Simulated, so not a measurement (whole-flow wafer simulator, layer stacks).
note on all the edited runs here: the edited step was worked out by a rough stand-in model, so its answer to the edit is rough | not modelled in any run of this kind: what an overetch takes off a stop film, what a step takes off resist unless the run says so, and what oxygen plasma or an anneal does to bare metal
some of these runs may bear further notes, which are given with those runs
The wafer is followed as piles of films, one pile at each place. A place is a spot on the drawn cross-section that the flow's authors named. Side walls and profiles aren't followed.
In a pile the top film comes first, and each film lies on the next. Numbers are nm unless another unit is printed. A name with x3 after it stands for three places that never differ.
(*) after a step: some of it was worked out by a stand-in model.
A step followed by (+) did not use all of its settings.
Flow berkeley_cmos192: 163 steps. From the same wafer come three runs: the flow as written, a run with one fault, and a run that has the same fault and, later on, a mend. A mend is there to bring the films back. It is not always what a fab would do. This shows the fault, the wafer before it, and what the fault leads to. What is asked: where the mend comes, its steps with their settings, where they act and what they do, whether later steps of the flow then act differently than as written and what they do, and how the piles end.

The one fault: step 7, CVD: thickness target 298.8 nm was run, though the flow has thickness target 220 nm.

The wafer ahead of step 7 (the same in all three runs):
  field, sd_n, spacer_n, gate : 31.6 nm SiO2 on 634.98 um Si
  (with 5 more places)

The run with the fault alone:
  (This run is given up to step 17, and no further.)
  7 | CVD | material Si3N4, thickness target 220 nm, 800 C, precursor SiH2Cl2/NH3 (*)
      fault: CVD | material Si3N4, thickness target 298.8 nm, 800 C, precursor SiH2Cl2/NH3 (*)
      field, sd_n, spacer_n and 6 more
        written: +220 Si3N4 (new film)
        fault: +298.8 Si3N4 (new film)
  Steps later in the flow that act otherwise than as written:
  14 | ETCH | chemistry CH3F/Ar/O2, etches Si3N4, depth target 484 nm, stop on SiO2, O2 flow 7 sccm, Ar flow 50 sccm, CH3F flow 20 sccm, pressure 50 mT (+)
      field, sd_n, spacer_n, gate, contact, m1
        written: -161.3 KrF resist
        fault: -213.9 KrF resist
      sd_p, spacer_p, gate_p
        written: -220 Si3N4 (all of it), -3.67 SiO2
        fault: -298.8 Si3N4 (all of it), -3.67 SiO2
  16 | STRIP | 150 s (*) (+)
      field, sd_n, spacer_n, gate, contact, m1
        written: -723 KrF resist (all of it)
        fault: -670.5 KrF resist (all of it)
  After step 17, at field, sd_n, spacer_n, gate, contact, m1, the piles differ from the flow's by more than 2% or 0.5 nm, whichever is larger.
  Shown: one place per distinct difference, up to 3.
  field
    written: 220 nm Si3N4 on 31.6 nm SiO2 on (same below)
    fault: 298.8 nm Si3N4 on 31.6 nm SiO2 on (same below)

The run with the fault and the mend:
  After step 7 comes the mend.
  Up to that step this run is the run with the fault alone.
  7a | ETCH | chemistry h3po4, depth target 343.6 nm
      field, sd_n, spacer_n and 6 more
        -298.8 Si3N4 (all of it)
  7b | CLEAN | chemistry SC1/SC2 (the flow's step 1, run once more)
      does not change any film at any place that is followed
  7c | CVD | material Si3N4, thickness target 220 nm, 800 C, precursor SiH2Cl2/NH3 (*) (the flow's step 7, run once more)
      field, sd_n, spacer_n and 6 more
        +220 Si3N4 (new film)
  Every later step of the flow that is run acts as written at every place that is followed.
  The piles end the same as the flow's at every place that both follow.
